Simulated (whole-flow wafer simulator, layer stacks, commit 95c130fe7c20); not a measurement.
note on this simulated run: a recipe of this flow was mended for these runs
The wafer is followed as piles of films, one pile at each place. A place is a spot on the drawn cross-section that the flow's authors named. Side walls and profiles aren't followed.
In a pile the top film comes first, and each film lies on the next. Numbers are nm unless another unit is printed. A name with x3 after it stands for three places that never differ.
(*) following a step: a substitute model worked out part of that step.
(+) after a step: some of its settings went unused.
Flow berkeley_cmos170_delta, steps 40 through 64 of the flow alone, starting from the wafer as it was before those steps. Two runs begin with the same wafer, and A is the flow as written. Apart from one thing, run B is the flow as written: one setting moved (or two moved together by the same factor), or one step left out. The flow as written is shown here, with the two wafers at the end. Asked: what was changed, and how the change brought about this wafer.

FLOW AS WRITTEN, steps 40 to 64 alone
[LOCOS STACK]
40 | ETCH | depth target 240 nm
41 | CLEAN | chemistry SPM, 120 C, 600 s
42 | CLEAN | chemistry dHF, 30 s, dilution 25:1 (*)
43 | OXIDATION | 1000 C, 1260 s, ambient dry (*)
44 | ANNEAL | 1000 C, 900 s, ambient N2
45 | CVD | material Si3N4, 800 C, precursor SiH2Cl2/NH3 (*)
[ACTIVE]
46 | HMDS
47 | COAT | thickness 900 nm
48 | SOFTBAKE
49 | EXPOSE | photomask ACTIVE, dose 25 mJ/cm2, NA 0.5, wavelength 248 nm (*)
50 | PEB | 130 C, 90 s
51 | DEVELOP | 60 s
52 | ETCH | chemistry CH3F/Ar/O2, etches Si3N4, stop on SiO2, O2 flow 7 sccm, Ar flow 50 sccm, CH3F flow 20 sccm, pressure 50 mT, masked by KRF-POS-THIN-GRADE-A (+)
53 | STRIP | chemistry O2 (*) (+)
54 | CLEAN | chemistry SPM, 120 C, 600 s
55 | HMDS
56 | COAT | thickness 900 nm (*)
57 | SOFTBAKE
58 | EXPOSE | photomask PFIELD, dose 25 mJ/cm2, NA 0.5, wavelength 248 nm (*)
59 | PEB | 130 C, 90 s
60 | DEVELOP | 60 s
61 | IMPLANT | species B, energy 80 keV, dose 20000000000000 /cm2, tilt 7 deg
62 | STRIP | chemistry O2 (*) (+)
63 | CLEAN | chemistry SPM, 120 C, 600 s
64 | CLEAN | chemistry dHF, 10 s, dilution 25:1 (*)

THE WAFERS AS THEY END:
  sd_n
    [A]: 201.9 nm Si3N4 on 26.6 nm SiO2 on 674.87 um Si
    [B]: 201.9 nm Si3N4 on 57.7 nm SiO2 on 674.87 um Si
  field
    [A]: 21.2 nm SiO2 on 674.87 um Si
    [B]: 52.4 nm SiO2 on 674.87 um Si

The reason: step 40, ETCH: depth target 151 nm was run, while the flow as written has depth target 240 nm.

The path from the change to this, step by step:
  40 | ETCH | depth target 240 nm
      field, sd_n, spacer_n and 6 more: A -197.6 SiO2 (all of it) | B -151 SiO2
  41 | CLEAN | chemistry SPM, 120 C, 600 s
      field, sd_n, spacer_n and 6 more: A +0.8 chemical SiO2 (new film), -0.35 Si | B nothing
  42 | CLEAN | chemistry dHF, 30 s, dilution 25:1 (*)
      field, sd_n, spacer_n and 6 more: A -0.8 chemical SiO2 (all of it) | B -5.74 SiO2
  43 | OXIDATION | 1000 C, 1260 s, ambient dry (*)
      field, sd_n, spacer_n and 6 more: A +26.6 SiO2 (new film), -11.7 Si | B +16.8 SiO2, -7.4 Si
